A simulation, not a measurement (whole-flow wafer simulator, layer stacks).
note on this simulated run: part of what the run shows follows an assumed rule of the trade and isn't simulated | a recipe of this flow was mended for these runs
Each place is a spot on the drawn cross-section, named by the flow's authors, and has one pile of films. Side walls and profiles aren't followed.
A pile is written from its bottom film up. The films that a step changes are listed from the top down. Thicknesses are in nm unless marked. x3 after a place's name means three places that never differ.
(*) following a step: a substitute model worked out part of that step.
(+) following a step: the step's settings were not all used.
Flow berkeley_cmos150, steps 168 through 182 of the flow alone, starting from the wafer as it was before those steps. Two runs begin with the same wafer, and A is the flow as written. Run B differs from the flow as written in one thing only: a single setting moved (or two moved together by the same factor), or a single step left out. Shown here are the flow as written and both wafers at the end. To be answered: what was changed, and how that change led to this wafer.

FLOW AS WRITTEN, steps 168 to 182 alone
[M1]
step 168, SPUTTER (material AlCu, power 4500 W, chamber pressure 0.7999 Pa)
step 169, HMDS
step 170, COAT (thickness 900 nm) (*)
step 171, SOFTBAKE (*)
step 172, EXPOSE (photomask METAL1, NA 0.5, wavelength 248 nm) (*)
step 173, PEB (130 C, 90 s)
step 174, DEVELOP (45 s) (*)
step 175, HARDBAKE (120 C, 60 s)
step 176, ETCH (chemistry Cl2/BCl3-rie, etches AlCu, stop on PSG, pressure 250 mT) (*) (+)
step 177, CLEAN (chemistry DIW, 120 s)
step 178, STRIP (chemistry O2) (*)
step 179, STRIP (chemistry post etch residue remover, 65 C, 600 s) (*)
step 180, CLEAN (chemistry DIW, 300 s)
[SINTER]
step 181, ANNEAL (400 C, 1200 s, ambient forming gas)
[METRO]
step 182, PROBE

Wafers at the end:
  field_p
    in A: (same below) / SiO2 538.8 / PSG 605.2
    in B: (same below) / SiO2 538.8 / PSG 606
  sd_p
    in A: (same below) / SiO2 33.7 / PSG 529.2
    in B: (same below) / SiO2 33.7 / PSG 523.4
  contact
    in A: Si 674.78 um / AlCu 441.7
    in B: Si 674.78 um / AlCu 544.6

The reason: step 168, SPUTTER: power 5648 W was run, while the flow as written has power 4500 W.

The path from the change to this, step by step:
  step 168, SPUTTER (material AlCu, power 4500 W, chamber pressure 0.7999 Pa)
      field, sd_n, gate_n, gate_p, m1: A AlCu gains 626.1 (new film) | B AlCu gains 780 (new film)
      field_p: A AlCu gains 619.8 (new film) | B AlCu gains 780 (new film)
      (and at 2 other places as well)
  step 170, COAT (thickness 900 nm) (*)
      sd_p: A thick-KrF-resist gains 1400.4 (new film) | B thick-KrF-resist gains 1446.8 (new film)
      contact: A thick-KrF-resist gains 1720.1 (new film) | B thick-KrF-resist gains 1766.7 (new film)
  step 174, DEVELOP (45 s) (*)
      sd_p: A thick-KrF-resist loses 1396.9 (all of it), AlCu loses 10 | B thick-KrF-resist loses 1443.1 (all of it), AlCu loses 10
  step 175, HARDBAKE (120 C, 60 s)
      contact: A thick-KrF-resist loses 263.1 | B thick-KrF-resist loses 270.2
  step 176, ETCH (chemistry Cl2/BCl3-rie, etches AlCu, stop on PSG, pressure 250 mT) (*) (+)
      field, sd_n, gate_n, gate_p: A AlCu loses 616.1 (all of it), PSG loses 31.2 | B AlCu loses 770 (all of it), PSG loses 31.2
      contact, m1: A thick-KrF-resist loses 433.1 | B thick-KrF-resist loses 510
      (and at 2 other places as well)
  step 178, STRIP (chemistry O2) (*)
      contact: A thick-KrF-resist loses 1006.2 (all of it) | B thick-KrF-resist loses 968.5 (all of it)
      m1: A thick-KrF-resist loses 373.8 (all of it) | B thick-KrF-resist loses 295.8 (all of it)
